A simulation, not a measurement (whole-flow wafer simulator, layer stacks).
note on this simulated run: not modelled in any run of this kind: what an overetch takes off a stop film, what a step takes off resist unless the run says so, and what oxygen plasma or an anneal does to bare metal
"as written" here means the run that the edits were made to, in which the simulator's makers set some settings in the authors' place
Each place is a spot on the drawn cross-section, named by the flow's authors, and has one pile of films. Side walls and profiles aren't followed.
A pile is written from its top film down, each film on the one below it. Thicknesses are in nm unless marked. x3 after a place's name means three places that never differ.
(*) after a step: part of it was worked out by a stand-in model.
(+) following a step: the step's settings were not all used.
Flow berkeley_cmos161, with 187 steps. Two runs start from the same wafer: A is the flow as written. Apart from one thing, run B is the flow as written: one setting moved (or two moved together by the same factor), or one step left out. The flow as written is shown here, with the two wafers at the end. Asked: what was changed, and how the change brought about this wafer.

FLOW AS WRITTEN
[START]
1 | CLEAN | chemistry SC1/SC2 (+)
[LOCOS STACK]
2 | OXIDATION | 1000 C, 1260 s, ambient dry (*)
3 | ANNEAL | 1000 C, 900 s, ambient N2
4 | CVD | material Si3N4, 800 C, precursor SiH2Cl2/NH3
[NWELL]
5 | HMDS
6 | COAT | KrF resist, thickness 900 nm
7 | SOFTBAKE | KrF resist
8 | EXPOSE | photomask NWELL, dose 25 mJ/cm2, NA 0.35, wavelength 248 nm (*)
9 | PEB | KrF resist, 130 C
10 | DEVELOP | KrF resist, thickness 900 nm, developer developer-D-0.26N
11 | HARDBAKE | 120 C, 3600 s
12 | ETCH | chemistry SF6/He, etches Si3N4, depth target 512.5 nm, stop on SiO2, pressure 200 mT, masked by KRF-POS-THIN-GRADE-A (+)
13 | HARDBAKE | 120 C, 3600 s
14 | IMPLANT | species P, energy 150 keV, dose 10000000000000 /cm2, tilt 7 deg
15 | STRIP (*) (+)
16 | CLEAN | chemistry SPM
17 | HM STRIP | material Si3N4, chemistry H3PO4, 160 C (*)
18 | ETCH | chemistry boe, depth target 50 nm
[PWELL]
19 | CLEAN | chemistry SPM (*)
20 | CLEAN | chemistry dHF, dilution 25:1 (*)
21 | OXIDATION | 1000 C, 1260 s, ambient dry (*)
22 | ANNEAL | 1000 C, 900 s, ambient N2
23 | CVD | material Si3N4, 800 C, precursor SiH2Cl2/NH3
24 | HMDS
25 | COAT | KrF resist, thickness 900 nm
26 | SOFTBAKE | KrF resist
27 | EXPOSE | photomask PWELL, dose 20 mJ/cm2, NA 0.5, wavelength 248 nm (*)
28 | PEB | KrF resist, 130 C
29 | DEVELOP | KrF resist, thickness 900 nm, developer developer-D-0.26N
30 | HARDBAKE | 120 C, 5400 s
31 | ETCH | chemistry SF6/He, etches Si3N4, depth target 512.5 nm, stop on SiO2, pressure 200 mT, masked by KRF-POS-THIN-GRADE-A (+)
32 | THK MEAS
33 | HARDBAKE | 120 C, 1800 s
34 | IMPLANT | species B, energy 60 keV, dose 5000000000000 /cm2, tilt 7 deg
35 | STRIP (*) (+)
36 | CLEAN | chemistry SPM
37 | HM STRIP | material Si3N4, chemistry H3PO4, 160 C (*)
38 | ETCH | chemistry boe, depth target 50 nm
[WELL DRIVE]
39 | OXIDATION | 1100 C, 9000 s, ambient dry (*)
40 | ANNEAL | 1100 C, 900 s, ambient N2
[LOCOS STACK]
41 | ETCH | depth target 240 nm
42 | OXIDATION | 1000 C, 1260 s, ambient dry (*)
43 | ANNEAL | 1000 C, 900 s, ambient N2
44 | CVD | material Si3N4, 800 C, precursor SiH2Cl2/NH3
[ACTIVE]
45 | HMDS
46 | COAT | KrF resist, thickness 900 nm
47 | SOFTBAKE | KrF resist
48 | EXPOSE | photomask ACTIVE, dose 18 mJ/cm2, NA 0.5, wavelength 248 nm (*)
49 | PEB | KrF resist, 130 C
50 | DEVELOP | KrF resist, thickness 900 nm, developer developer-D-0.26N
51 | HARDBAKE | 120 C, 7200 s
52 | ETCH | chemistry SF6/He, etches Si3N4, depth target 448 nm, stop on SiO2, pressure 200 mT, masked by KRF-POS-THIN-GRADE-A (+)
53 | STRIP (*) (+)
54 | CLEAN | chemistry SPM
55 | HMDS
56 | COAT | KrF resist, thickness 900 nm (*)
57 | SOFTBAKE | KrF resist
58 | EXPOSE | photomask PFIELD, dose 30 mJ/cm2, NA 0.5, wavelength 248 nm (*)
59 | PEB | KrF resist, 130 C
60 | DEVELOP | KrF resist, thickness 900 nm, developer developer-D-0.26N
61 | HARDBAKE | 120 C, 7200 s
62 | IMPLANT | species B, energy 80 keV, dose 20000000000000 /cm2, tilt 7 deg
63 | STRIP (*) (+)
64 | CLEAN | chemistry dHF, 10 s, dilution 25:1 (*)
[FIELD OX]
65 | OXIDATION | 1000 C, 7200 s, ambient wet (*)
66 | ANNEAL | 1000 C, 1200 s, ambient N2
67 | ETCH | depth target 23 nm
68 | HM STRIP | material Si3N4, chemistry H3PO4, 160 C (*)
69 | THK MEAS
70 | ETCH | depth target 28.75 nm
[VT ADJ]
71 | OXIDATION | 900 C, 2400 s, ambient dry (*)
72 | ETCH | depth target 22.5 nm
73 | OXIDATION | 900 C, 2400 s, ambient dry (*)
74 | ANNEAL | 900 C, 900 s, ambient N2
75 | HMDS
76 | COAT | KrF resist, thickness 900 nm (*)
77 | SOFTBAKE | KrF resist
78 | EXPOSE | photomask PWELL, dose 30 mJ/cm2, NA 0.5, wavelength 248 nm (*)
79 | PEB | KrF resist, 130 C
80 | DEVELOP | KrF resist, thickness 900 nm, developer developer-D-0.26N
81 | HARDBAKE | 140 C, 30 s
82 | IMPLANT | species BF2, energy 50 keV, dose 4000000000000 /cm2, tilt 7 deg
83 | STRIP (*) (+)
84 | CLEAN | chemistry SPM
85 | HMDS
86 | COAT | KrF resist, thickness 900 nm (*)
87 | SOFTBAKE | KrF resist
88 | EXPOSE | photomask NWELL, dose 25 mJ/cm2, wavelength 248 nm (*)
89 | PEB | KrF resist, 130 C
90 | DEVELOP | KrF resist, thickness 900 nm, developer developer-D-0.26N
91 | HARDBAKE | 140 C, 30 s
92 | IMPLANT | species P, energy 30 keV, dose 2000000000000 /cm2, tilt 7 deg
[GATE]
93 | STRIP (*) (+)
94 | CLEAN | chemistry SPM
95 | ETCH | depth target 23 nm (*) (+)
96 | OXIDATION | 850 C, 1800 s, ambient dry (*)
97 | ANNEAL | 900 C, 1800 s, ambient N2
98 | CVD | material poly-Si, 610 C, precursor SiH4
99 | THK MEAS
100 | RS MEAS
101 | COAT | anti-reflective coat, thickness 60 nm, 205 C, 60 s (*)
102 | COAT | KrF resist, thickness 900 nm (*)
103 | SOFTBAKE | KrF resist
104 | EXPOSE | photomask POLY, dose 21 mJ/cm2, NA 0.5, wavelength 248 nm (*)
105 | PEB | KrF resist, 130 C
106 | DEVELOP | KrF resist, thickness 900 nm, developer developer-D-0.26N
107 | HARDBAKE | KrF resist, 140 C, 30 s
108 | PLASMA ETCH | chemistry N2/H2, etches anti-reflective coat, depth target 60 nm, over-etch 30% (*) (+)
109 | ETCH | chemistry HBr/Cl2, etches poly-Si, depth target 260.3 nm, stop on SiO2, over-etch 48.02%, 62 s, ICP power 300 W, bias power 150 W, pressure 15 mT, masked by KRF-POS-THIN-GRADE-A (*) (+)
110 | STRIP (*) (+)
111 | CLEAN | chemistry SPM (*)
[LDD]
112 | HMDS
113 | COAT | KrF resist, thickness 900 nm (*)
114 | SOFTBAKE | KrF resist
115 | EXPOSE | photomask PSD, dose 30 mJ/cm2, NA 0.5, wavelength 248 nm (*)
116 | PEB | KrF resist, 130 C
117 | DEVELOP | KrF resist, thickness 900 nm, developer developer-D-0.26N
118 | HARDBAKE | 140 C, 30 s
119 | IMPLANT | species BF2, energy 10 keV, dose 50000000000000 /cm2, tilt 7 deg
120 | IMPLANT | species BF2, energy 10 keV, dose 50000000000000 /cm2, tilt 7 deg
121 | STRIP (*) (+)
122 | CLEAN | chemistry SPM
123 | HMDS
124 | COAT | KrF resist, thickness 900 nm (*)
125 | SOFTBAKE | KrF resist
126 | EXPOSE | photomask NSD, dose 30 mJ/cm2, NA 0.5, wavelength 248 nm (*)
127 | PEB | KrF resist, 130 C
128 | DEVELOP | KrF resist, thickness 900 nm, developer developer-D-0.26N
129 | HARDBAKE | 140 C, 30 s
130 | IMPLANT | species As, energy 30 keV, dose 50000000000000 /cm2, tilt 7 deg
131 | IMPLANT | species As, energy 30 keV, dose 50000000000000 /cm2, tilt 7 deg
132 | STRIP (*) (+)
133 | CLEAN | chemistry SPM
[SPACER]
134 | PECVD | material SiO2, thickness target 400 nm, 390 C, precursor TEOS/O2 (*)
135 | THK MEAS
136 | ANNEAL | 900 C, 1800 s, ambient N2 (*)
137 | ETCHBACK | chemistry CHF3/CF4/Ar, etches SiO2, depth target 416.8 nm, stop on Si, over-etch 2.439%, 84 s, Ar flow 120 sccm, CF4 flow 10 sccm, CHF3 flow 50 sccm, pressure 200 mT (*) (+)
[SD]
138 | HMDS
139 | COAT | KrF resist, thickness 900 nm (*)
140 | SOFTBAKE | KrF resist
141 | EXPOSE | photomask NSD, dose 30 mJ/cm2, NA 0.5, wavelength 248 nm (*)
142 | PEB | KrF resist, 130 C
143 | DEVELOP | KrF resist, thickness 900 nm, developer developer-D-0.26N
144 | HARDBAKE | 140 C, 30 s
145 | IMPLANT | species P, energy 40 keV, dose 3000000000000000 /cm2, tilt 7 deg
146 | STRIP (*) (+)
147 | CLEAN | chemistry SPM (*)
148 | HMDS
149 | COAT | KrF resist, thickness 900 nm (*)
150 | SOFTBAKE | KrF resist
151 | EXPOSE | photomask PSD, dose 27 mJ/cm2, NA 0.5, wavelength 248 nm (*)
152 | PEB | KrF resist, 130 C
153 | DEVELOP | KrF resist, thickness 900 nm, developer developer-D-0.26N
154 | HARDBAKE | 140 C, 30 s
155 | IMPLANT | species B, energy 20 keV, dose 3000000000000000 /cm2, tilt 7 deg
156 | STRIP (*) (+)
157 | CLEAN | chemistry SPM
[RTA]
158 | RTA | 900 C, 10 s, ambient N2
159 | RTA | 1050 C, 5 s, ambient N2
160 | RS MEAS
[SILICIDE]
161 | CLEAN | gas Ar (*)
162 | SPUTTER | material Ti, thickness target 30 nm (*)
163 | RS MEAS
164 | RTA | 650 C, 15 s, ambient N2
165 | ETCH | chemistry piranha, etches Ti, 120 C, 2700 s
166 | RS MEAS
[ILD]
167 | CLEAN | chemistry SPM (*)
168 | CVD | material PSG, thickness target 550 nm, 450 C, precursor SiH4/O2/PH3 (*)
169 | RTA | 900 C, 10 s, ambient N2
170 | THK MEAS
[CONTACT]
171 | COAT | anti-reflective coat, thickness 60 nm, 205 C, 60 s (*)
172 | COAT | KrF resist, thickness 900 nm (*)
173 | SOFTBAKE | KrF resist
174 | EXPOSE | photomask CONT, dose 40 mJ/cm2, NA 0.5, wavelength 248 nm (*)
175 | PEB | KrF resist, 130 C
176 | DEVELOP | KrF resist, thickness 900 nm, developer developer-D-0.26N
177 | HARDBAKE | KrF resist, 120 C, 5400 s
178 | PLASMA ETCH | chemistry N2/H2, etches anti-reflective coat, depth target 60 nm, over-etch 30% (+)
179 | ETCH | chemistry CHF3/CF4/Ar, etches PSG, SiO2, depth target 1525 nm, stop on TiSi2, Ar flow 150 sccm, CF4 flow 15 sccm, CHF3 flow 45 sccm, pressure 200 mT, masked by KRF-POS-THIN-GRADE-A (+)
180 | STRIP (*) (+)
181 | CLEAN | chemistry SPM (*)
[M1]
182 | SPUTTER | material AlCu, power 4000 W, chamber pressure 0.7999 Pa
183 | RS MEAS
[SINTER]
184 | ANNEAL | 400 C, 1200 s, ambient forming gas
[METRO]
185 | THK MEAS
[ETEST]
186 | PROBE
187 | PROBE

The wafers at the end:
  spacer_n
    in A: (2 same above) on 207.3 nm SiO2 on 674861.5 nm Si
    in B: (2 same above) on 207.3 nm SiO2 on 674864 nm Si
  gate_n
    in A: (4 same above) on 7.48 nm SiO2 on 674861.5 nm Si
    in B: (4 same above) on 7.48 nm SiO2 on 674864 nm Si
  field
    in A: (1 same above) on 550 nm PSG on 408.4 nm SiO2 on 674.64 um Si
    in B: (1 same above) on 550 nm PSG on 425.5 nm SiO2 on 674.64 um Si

The reason: step 70, ETCH: depth target 11.5 nm was run, while the flow as written has depth target 28.75 nm.

The path from the change to this, step by step:
  70 | ETCH | depth target 28.75 nm
      spacer_n, gate_n, spacer_p, gate_p, contact, m1: A -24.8 SiO2 (all of it) | B -11.5 SiO2
      sd_n, sd_p: A -25 SiO2 (all of it) | B -11.5 SiO2
      (as well as at 1 more place)
  71 | OXIDATION | 900 C, 2400 s, ambient dry (*)
      spacer_n, gate_n, spacer_p, gate_p, contact, m1: A +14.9 SiO2 (new film), -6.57 Si | B +11.3 SiO2, -4.97 Si
      sd_n, sd_p: A +14.9 SiO2 (new film), -6.57 Si | B +11.3 SiO2, -4.95 Si
  72 | ETCH | depth target 22.5 nm
      sd_n, spacer_n, gate_n, sd_p, spacer_p, gate_p, contact, m1: A -14.9 SiO2 (all of it) | B -22.5 SiO2
  73 | OXIDATION | 900 C, 2400 s, ambient dry (*)
      spacer_n, gate_n, spacer_p, gate_p, contact, m1: A +14.9 SiO2 (new film), -6.57 Si | B +12.9 SiO2, -5.67 Si
      sd_n, sd_p: A +14.9 SiO2 (new film), -6.57 Si | B +12.8 SiO2, -5.61 Si
  101 | COAT | anti-reflective coat, thickness 60 nm, 205 C, 60 s (*)
      sd_n: A +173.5 anti-reflective coat (new film) | B +184.7 anti-reflective coat (new film)
      spacer_n: A +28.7 anti-reflective coat (new film) | B +26.1 anti-reflective coat (new film)
      (as well as at 4 more places)
  108 | PLASMA ETCH | chemistry N2/H2, etches anti-reflective coat, depth target 60 nm, over-etch 30% (*) (+)
      sd_n: A -173.5 anti-reflective coat (all of it), -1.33 poly-Si | B -184.7 anti-reflective coat (all of it), -1.42 poly-Si
      spacer_n: A -28.7 anti-reflective coat (all of it), -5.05 poly-Si | B -26.1 anti-reflective coat (all of it), -5.49 poly-Si
      (as well as at 2 more places)
  110 | STRIP (*) (+)
      gate_n: A +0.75 chemical SiO2 (new film), -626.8 KrF resist (all of it), -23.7 anti-reflective coat (all of it), -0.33 poly-Si | B +0.75 chemical SiO2 (new film), -636.2 KrF resist (all of it), -21.2 anti-reflective coat (all of it), -0.33 poly-Si
      gate_p: A +0.75 chemical SiO2 (new film), -598.2 KrF resist (all of it), -27.9 anti-reflective coat (all of it), -0.33 poly-Si | B +0.75 chemical SiO2 (new film), -603.8 KrF resist (all of it), -26.6 anti-reflective coat (all of it), -0.33 poly-Si
  171 | COAT | anti-reflective coat, thickness 60 nm, 205 C, 60 s (*)
      sd_n: A +149.7 anti-reflective coat (new film) | B +161.9 anti-reflective coat (new film)
      m1: A +97.8 anti-reflective coat (new film) | B +101.5 anti-reflective coat (new film)
  180 | STRIP (*) (+)
      sd_n: A -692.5 KrF resist (all of it), -149.7 anti-reflective coat (all of it) | B -689.8 KrF resist (all of it), -161.9 anti-reflective coat (all of it)
      m1: A -739.9 KrF resist (all of it), -97.8 anti-reflective coat (all of it) | B -745.1 KrF resist (all of it), -101.5 anti-reflective coat (all of it)
